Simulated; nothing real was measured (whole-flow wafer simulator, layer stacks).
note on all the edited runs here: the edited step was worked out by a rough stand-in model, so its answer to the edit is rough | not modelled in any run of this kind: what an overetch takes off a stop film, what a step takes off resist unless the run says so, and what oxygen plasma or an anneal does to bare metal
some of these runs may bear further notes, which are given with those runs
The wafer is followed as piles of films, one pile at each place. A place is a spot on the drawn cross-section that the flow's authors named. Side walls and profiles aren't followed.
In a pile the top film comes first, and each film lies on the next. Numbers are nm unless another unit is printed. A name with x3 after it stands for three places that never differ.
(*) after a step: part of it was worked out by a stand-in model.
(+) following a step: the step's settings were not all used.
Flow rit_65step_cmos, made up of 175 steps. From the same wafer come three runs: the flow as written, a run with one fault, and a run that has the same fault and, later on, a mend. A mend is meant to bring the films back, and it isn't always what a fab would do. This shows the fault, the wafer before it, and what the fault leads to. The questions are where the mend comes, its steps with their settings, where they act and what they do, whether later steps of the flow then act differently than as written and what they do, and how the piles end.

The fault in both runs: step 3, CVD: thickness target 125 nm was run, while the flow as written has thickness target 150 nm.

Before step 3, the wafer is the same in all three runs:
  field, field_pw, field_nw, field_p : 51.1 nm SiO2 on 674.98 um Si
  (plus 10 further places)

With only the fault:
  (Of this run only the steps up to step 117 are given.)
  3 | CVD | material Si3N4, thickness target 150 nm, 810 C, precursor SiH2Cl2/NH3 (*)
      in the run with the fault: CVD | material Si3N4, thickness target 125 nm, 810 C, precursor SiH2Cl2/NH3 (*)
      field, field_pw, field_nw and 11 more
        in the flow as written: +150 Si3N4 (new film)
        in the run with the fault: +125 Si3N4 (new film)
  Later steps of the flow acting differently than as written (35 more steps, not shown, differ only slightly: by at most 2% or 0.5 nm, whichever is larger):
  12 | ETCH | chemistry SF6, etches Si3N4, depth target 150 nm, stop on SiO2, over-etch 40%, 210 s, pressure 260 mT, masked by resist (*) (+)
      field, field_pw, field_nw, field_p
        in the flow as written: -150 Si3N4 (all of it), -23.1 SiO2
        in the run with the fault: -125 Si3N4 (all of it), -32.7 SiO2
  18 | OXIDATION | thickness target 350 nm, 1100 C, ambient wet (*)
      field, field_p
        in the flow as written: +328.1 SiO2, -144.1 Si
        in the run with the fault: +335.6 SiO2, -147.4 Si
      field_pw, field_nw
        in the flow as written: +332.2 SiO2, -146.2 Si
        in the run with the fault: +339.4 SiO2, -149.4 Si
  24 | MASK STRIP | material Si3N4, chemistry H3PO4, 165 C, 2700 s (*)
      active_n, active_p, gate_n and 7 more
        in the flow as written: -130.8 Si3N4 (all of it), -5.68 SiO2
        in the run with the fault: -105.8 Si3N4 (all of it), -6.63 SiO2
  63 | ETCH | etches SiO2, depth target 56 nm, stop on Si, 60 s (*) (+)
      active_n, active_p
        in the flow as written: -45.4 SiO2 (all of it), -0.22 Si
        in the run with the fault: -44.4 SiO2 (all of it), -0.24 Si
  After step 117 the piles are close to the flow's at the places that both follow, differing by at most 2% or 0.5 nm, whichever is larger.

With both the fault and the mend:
  The mend follows step 4.
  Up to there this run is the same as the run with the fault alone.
  4a | CVD | material Si3N4, thickness target 25 nm, 810 C, 248 s, precursor SiH2Cl2/NH3 (*) (the flow's step 3 again, with other settings)
      field, field_pw, field_nw and 11 more
        +25 Si3N4
  Later steps of the flow that are run all act as written at every place that is followed.
  At every place that both follow, the piles at the end match the flow's.
